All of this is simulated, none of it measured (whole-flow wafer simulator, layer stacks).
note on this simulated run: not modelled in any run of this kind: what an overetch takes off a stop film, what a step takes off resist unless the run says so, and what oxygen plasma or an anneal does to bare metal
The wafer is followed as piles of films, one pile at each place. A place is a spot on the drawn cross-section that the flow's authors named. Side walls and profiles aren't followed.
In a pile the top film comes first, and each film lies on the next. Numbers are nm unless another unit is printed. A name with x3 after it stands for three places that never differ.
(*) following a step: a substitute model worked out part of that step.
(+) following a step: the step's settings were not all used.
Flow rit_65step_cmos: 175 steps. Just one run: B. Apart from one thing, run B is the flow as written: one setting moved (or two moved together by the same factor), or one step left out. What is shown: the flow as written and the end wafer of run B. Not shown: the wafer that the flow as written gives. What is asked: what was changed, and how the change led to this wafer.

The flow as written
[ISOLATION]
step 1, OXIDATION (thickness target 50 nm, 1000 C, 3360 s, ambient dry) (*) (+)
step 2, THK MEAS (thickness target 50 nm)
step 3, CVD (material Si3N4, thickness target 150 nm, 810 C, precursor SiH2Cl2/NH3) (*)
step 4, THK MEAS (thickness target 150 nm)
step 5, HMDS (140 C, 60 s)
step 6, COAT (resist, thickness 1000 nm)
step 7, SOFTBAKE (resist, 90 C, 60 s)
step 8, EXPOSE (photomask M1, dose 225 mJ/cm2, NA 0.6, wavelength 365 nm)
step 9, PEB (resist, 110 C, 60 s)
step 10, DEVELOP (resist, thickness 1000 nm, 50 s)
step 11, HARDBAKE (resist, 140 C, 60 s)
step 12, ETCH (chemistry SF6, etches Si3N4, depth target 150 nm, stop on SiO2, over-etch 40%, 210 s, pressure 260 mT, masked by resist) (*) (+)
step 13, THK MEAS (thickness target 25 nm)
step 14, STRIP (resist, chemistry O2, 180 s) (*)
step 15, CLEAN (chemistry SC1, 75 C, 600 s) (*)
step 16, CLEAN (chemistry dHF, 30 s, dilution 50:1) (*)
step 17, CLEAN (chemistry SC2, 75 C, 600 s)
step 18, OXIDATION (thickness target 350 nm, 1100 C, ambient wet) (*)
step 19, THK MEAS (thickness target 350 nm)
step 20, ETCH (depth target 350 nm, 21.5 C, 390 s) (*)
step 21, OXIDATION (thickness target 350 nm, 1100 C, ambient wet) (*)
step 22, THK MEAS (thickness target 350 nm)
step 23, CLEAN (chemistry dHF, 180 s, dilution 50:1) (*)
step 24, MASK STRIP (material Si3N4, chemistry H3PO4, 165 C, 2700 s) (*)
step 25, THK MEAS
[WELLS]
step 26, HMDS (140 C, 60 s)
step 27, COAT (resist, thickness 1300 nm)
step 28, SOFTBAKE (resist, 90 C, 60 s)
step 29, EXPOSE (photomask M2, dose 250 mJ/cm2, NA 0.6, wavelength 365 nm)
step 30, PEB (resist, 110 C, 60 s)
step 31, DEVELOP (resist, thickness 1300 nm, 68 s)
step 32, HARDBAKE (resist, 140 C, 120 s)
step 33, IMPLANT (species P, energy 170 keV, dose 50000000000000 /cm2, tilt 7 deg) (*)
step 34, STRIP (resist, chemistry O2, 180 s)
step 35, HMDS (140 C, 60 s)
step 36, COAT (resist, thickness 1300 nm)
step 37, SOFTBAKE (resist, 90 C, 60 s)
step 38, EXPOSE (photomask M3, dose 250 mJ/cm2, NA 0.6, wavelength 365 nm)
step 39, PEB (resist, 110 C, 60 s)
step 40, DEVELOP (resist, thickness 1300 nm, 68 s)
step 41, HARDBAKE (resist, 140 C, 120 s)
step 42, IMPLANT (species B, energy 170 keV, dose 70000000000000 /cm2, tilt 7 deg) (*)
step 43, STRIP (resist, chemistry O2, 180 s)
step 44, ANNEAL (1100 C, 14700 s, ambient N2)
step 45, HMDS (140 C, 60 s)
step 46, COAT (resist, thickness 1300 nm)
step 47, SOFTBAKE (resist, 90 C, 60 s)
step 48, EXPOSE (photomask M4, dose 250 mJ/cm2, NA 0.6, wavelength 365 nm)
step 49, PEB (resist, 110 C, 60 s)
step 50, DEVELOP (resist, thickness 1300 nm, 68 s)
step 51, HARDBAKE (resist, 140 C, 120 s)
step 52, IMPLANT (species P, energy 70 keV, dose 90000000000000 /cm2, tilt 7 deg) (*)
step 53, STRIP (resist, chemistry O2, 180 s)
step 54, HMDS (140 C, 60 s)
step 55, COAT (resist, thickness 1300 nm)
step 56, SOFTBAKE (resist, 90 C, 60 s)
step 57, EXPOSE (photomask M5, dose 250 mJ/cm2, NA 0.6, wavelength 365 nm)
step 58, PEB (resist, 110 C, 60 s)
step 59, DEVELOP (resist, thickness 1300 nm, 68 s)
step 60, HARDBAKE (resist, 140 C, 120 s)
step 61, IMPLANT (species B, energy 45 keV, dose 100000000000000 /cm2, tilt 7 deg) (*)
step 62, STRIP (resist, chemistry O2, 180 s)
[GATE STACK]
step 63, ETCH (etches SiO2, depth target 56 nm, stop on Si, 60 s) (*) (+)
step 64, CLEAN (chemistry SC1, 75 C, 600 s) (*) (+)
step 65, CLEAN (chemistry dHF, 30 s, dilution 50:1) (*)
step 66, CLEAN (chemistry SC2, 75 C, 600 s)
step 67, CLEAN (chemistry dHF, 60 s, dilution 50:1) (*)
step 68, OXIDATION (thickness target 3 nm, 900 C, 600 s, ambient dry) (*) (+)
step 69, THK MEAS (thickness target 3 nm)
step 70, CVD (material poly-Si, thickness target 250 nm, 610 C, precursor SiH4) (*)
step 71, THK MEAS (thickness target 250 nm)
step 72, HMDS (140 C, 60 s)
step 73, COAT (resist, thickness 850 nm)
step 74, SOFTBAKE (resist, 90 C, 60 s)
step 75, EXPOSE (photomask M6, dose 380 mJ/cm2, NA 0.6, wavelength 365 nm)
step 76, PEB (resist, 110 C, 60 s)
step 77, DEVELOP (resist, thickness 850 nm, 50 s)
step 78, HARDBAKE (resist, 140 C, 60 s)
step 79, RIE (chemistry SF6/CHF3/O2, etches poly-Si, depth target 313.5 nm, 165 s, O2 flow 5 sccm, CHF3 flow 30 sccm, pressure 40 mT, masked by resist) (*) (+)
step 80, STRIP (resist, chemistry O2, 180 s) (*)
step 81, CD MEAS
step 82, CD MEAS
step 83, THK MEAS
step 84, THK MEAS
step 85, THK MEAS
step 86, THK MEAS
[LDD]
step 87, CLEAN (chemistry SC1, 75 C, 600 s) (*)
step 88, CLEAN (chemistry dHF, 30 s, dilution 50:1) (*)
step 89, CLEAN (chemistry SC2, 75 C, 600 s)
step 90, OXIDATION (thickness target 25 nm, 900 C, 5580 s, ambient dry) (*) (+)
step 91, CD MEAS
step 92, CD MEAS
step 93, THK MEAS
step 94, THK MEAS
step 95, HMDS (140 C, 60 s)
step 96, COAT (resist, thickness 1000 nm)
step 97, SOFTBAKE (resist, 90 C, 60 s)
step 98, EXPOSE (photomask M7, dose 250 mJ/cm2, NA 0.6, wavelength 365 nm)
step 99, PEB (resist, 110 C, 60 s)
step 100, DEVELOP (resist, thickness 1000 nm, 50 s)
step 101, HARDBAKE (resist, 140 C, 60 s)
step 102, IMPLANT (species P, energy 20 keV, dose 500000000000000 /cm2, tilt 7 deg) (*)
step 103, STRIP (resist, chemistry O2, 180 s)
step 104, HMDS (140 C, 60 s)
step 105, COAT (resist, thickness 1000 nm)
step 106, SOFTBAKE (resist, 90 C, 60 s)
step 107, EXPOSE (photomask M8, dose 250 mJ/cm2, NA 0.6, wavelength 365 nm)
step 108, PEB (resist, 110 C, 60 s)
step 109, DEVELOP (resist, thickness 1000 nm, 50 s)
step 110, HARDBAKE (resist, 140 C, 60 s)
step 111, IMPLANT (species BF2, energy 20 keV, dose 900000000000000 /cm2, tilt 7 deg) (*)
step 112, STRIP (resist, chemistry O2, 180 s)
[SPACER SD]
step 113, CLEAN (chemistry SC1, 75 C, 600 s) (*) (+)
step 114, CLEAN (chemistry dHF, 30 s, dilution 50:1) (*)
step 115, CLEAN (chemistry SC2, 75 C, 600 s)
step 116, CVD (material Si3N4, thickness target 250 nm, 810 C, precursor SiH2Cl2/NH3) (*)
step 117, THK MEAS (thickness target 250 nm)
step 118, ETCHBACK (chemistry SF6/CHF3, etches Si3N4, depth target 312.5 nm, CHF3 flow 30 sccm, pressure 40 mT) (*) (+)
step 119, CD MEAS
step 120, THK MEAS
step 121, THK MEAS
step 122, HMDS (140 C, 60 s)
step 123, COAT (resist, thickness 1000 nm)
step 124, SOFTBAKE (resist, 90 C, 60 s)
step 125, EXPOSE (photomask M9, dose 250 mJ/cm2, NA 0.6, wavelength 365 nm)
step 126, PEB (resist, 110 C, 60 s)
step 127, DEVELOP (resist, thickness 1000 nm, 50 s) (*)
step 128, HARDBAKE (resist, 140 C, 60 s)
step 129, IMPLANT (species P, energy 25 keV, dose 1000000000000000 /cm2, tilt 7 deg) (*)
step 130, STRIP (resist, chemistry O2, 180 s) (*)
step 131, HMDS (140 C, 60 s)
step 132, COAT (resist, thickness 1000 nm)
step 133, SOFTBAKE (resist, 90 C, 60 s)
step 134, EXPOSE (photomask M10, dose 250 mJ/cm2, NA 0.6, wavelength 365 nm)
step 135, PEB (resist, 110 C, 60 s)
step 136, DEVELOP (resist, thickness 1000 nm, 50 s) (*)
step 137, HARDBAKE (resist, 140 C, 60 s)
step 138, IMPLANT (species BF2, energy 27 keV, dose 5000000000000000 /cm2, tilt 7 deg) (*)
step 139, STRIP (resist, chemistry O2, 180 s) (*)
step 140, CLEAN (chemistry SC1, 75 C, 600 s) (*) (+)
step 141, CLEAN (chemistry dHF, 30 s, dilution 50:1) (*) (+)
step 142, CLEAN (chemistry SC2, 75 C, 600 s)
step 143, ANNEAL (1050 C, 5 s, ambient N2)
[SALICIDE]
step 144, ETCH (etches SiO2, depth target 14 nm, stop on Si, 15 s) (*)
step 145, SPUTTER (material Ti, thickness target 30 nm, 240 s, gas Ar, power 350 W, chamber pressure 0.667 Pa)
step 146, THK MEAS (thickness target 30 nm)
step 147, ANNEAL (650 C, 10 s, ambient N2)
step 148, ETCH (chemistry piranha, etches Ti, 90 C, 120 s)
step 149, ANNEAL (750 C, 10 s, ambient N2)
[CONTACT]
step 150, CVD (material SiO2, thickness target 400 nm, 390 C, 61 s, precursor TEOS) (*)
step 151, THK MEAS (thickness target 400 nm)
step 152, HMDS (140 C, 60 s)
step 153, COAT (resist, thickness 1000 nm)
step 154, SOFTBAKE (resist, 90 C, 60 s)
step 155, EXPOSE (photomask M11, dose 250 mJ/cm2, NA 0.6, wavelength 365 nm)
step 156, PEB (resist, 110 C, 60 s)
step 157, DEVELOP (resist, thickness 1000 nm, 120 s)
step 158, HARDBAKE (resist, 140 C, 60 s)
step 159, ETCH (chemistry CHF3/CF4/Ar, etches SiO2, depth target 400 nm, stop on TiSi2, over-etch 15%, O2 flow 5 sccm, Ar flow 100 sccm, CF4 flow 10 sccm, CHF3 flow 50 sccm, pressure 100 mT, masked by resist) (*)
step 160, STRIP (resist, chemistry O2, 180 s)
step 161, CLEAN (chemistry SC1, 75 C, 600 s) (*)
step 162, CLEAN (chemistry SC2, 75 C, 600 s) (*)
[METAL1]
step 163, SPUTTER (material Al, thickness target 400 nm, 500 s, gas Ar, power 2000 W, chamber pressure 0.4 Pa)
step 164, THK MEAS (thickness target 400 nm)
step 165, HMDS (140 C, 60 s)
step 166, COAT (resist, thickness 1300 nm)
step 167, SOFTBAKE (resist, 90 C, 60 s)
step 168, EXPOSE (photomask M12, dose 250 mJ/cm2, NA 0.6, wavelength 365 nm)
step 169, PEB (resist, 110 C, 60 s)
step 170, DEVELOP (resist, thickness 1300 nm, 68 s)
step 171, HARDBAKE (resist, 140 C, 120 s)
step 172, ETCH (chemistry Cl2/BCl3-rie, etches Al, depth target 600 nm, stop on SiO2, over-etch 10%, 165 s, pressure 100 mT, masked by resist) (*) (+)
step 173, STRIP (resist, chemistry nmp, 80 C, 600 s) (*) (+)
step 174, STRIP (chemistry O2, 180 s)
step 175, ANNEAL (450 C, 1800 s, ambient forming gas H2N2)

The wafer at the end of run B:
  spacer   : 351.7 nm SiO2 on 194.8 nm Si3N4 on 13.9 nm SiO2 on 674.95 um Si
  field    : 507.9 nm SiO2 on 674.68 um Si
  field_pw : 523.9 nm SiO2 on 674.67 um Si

What caused this: step 163, SPUTTER: power 1532 W was run, while the flow as written has power 2000 W.

The path from the change to this, step by step:
  step 163, SPUTTER (material Al, thickness target 400 nm, 500 s, gas Ar, power 2000 W, chamber pressure 0.4 Pa)
      field, field_p, spacer, spacer_p: +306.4 Al (new film) (in the flow as written it would be: +400 Al (new film))
      gate_n, gate_p: +306.4 Al (new film) (in the flow as written it would be: +396 Al (new film))
      (as well as at 2 more places)
  step 172, ETCH (chemistry Cl2/BCl3-rie, etches Al, depth target 600 nm, stop on SiO2, over-etch 10%, 165 s, pressure 100 mT, masked by resist) (*) (+)
      field, field_p, spacer, spacer_p: -306.4 Al (all of it), -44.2 SiO2 (in the flow as written it would be: -400 Al (all of it), -32.5 SiO2)
      gate_n, gate_p: -306.4 Al (all of it), -44.2 SiO2 (in the flow as written it would be: -396 Al (all of it), -33 SiO2)
      (as well as at 2 more places)
